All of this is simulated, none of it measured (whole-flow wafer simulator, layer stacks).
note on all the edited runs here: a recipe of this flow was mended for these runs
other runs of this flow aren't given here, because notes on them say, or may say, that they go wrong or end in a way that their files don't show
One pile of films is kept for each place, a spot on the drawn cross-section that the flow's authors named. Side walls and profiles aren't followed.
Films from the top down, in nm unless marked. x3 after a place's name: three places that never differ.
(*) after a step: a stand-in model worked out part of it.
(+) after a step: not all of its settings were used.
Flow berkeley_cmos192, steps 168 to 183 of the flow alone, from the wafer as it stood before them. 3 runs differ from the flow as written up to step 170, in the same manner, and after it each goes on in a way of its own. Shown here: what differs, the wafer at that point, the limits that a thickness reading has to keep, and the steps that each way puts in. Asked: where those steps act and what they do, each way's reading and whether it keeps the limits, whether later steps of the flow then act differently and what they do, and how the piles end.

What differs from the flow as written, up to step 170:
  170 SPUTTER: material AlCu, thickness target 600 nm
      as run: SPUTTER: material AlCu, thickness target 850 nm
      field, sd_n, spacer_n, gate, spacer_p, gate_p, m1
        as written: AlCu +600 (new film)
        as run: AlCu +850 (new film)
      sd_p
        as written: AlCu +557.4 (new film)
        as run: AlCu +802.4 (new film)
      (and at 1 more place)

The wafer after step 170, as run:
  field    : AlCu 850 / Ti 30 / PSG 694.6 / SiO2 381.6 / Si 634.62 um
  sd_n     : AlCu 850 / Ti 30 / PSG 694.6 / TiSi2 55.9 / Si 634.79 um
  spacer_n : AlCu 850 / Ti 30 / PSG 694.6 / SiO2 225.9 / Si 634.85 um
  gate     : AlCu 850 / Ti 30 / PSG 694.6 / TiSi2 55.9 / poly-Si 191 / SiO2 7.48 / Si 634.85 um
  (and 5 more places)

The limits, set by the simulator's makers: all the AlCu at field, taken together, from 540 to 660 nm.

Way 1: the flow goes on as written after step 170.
  The reading after step 170: 850 nm, outside the limits.
  Later steps of the flow that act differently than as written (2 more steps differ only slightly, by at most 2% or 0.5 nm, whichever is larger, and aren't shown):
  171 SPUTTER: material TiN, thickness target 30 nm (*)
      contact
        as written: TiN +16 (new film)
        this way: TiN +13.5 (new film)
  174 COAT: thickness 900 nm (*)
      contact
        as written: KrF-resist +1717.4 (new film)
        this way: KrF-resist +1813.2 (new film)
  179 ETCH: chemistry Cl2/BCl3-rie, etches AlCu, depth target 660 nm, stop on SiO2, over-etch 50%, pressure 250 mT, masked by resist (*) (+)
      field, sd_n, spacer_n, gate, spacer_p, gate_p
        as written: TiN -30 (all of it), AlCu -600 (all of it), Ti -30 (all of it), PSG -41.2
        this way: TiN -30 (all of it), AlCu -850 (all of it), Ti -30 (all of it), PSG -10
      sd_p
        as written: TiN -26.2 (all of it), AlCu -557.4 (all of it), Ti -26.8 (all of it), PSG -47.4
        this way: TiN -26.2 (all of it), AlCu -802.4 (all of it), Ti -26.8 (all of it), PSG -16.8
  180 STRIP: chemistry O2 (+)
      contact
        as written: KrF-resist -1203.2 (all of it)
        this way: KrF-resist -1298.7 (all of it)
  At the end the piles differ from the flow's by more than 2% or 0.5 nm, whichever is larger, at field, sd_n, spacer_n and 6 more.
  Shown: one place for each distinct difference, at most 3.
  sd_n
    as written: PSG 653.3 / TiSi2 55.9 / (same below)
    this way: PSG 684.6 / TiSi2 55.9 / (same below)
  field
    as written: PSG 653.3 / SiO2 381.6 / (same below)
    this way: PSG 684.6 / SiO2 381.6 / (same below)
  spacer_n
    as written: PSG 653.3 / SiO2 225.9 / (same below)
    this way: PSG 684.6 / SiO2 225.9 / (same below)

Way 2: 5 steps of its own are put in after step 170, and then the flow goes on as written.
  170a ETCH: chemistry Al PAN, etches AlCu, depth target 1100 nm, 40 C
      field, sd_n, spacer_n, gate, spacer_p, gate_p, m1
        AlCu -850 (all of it)
      sd_p
        AlCu -802.4 (all of it)
      contact
        AlCu -570.9 (all of it)
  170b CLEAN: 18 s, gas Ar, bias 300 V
      field, sd_n, spacer_n and 6 more
        Ti -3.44
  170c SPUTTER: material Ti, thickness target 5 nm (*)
      field, sd_n, spacer_n, gate, spacer_p, gate_p, m1
        Ti +5
      sd_p
        Ti +4.46
      contact
        Ti +3.49
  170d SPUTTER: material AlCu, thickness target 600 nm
      field, sd_n, spacer_n, gate, spacer_p, gate_p, m1
        AlCu +600 (new film)
      sd_p
        AlCu +557.2 (new film)
      contact
        AlCu +410.9 (new film)
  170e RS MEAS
      changes no film at any place that is followed
  The reading after step 170e: 600 nm, within the limits.
  Later steps of the flow that act differently than as written (5 more steps differ only slightly, by at most 2% or 0.5 nm, whichever is larger, and aren't shown):
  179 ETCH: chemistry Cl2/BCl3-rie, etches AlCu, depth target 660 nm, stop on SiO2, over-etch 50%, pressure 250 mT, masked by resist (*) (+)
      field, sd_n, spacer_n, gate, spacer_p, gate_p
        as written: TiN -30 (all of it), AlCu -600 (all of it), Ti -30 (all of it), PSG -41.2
        this way: TiN -30 (all of it), AlCu -600 (all of it), Ti -31.6 (all of it), PSG -41.1
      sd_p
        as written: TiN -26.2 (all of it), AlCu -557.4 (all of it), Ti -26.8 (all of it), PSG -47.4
        this way: TiN -26.2 (all of it), AlCu -557.2 (all of it), Ti -27.9 (all of it), PSG -47.3
  At the end the piles differ from the flow's by more than 2% or 0.5 nm, whichever is larger, at m1.
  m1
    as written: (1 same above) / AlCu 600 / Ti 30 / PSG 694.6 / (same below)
    this way: (1 same above) / AlCu 600 / Ti 31.6 / PSG 694.6 / (same below)

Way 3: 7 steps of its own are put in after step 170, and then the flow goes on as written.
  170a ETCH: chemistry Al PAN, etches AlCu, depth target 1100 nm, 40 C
      field, sd_n, spacer_n, gate, spacer_p, gate_p, m1
        AlCu -850 (all of it)
      sd_p
        AlCu -802.4 (all of it)
      contact
        AlCu -570.9 (all of it)
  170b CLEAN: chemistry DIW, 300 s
      changes no film at any place that is followed
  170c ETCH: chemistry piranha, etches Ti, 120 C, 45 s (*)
      field, sd_n, spacer_n, gate, spacer_p, gate_p, m1
        Ti -30 (all of it)
      sd_p
        Ti -26.8 (all of it)
      contact
        Ti -21.1 (all of it)
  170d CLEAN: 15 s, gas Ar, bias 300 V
      field, sd_n, spacer_n, gate, sd_p, spacer_p, gate_p, m1
        PSG -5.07
      contact
        TiSi2 -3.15
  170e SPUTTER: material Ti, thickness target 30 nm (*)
      field, sd_n, spacer_n, gate, spacer_p, gate_p, m1
        Ti +30 (new film)
      sd_p
        Ti +26.8 (new film)
      contact
        Ti +21.1 (new film)
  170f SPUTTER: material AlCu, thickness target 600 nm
      field, sd_n, spacer_n, gate, spacer_p, gate_p, m1
        AlCu +600 (new film)
      sd_p
        AlCu +557.4 (new film)
      contact
        AlCu +412.1 (new film)
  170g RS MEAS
      changes no film at any place that is followed
  The reading after step 170g: 600 nm, within the limits.
  No later step of the flow acts differently than as written, at any place that is followed, by more than 2% or 0.5 nm, whichever is larger.
  At the end the piles differ from the flow's by more than 2% or 0.5 nm, whichever is larger, at contact.
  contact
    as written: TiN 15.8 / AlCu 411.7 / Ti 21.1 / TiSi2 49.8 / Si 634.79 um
    this way: TiN 15.8 / AlCu 412.1 / Ti 21.1 / TiSi2 46.6 / Si 634.79 um

Within the limits: way 2, way 3. Outside them: way 1.
